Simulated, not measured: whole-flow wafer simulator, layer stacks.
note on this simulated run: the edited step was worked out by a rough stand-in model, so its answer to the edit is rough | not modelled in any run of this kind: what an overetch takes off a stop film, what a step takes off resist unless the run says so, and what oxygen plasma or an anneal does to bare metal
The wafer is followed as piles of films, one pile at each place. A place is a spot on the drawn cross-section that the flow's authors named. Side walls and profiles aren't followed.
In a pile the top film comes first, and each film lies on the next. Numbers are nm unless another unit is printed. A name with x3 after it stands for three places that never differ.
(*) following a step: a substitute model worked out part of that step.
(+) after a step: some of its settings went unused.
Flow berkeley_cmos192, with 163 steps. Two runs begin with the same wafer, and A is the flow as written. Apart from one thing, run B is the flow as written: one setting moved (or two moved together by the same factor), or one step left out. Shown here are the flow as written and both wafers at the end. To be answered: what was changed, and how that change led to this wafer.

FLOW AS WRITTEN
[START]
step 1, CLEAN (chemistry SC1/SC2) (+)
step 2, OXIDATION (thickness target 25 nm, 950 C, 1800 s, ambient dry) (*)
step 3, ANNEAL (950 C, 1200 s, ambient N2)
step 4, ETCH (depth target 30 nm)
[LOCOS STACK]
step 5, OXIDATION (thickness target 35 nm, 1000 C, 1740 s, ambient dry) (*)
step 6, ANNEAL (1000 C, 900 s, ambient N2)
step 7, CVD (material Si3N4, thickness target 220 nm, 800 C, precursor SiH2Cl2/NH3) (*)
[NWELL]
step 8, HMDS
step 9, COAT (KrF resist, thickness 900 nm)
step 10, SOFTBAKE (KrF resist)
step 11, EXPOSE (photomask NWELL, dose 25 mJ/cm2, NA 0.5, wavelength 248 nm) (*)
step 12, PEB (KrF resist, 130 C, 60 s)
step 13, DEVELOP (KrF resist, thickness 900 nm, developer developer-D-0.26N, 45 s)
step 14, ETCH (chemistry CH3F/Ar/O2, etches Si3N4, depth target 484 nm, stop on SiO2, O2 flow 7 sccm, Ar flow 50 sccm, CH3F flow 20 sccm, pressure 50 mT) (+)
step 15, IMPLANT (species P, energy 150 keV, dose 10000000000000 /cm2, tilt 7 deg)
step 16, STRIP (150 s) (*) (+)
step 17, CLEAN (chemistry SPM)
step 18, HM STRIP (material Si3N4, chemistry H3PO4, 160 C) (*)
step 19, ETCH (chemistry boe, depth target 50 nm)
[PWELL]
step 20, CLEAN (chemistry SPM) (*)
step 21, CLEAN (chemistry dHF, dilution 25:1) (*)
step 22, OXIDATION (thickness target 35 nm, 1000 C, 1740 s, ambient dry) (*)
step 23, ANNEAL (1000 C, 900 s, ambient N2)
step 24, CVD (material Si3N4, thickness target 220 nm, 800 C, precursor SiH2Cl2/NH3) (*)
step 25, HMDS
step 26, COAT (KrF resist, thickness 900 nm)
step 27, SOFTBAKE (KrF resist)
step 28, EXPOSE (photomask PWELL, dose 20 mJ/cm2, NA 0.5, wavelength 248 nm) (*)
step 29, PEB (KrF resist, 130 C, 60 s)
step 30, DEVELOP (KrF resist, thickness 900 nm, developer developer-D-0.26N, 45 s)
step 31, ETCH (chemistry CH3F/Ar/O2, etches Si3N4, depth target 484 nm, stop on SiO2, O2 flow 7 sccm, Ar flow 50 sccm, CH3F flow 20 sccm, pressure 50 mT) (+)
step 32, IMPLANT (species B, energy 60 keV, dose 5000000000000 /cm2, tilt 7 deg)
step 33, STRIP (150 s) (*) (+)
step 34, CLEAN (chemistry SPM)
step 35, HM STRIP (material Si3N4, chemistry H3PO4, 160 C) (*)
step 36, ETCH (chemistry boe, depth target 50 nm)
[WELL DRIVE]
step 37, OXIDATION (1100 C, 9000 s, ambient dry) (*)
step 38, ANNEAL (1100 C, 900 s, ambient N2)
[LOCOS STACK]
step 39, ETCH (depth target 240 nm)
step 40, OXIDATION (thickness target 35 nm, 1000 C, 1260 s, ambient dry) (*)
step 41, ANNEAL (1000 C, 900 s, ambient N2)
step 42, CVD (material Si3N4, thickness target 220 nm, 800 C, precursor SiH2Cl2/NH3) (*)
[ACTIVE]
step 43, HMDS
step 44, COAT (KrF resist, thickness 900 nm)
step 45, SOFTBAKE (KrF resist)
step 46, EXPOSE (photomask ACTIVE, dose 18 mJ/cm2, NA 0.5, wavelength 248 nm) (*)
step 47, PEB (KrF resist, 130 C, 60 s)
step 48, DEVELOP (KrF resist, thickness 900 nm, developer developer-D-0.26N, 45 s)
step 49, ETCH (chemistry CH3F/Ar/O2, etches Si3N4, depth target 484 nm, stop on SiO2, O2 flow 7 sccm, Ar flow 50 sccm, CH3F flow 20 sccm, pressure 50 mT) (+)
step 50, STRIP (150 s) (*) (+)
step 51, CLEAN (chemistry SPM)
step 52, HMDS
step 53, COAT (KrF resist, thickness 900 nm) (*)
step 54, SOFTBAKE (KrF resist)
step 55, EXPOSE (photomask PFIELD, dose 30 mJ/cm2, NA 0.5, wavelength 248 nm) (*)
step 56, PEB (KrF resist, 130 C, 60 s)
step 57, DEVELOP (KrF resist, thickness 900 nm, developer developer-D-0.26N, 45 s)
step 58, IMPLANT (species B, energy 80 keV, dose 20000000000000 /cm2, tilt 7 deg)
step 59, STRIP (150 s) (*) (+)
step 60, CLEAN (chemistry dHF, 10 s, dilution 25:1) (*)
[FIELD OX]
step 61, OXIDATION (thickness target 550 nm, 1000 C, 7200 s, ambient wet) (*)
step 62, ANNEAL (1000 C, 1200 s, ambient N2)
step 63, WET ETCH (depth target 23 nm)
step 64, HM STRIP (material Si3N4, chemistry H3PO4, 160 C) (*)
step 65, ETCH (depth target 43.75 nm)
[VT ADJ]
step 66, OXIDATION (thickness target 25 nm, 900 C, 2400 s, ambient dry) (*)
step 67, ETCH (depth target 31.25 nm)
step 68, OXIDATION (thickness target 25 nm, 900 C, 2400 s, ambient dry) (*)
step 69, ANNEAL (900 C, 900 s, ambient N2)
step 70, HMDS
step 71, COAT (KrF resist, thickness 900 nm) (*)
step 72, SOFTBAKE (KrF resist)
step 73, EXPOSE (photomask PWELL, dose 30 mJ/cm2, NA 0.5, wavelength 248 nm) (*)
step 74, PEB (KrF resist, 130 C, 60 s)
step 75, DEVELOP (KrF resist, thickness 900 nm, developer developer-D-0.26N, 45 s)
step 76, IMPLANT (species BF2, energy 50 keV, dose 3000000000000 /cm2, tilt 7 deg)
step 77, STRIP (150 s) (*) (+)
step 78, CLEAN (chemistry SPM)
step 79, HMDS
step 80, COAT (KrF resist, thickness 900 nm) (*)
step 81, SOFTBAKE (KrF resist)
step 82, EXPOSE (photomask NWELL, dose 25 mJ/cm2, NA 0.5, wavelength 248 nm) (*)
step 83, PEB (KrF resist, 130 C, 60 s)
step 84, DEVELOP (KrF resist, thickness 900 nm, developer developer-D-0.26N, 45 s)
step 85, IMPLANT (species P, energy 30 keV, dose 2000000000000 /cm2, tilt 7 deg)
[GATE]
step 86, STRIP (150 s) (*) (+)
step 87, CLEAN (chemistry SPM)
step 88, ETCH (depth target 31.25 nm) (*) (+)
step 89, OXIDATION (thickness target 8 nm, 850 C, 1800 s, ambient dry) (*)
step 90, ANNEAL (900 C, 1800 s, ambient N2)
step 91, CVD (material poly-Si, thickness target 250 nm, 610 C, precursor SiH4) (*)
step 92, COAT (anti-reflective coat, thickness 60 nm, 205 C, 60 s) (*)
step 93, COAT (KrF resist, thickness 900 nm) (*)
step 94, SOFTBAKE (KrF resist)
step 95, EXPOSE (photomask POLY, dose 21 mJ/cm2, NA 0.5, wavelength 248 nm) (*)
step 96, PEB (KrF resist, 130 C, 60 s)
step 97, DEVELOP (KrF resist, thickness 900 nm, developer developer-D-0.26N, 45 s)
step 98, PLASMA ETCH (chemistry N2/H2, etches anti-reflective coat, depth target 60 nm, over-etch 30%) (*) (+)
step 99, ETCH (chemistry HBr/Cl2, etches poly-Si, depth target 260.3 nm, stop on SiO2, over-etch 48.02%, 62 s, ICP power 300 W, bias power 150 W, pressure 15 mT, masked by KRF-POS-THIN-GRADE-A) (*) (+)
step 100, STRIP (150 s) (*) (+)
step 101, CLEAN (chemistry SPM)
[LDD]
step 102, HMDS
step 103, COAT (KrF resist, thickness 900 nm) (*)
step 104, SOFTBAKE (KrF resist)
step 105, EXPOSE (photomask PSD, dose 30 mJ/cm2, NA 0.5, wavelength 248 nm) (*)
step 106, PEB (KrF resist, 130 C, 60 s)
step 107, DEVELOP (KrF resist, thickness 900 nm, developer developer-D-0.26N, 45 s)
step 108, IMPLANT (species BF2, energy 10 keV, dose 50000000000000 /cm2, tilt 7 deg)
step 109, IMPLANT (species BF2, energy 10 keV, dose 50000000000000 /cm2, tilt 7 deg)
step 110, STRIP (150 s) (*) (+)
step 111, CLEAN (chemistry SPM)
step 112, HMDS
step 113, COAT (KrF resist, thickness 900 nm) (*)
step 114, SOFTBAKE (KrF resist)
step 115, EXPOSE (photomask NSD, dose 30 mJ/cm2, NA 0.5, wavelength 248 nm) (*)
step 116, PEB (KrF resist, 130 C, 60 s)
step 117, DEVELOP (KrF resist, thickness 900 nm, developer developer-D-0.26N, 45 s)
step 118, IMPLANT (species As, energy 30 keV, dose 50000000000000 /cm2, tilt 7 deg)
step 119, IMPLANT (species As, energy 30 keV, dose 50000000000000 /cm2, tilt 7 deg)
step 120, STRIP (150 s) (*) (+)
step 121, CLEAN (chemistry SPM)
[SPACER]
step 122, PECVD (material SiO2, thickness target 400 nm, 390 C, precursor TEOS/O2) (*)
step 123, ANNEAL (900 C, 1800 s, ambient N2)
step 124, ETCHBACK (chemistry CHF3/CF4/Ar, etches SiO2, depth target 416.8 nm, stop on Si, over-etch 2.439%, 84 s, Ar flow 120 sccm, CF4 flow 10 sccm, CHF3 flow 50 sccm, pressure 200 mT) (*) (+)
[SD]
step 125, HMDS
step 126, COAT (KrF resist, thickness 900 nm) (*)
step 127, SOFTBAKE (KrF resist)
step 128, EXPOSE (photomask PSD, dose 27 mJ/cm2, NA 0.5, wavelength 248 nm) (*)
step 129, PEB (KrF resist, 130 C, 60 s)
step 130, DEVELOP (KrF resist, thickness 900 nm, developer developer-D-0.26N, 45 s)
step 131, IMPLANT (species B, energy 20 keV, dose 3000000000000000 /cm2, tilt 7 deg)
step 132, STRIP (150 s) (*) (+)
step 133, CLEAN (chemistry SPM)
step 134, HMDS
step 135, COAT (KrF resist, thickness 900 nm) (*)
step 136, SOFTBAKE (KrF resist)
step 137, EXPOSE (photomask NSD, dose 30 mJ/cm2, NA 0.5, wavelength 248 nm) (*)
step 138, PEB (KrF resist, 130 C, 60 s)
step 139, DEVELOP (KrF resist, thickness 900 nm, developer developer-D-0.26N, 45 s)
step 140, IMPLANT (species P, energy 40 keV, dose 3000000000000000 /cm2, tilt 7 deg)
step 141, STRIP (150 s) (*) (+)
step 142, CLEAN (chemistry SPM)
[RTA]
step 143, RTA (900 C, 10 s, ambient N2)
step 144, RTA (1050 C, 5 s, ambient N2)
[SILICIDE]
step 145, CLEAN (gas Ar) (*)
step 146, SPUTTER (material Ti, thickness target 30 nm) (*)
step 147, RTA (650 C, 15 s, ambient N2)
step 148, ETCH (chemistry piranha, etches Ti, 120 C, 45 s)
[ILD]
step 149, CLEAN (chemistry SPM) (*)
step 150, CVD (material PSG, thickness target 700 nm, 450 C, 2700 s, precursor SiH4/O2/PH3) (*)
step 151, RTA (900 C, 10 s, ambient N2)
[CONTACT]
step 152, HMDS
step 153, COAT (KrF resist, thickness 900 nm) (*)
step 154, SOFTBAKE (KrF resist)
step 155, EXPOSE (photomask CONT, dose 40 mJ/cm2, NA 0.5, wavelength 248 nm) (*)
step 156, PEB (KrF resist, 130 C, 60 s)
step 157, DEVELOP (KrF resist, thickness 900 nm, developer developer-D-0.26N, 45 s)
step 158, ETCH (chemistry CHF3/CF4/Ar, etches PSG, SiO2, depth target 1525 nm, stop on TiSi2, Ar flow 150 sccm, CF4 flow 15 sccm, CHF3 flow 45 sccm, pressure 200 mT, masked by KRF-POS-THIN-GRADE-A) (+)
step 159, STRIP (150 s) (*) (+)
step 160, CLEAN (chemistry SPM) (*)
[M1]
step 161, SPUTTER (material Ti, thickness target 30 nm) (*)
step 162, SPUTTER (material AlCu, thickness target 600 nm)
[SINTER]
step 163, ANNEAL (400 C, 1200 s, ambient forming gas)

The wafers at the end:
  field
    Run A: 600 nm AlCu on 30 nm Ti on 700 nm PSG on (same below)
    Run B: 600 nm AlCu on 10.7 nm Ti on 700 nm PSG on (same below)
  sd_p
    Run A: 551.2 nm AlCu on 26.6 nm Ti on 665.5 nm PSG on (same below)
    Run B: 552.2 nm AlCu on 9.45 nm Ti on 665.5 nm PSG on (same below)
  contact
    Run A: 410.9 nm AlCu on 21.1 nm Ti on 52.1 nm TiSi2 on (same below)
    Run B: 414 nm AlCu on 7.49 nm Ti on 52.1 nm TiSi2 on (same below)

The reason: step 161, SPUTTER: thickness target 10.65 nm was run, though the flow has thickness target 30 nm.
The wafer itself shows it: field has Ti 10.7, and step 161 as written asks for 30 nm.

How this came from the change, step by step:
  step 161, SPUTTER (material Ti, thickness target 30 nm) (*)
      field, sd_n, spacer_n, gate, spacer_p, gate_p, m1: A Ti gains 30 (new film) | B Ti gains 10.7 (new film)
      sd_p: A Ti gains 26.6 (new film) | B Ti gains 9.45 (new film)
      (also at 1 further place)
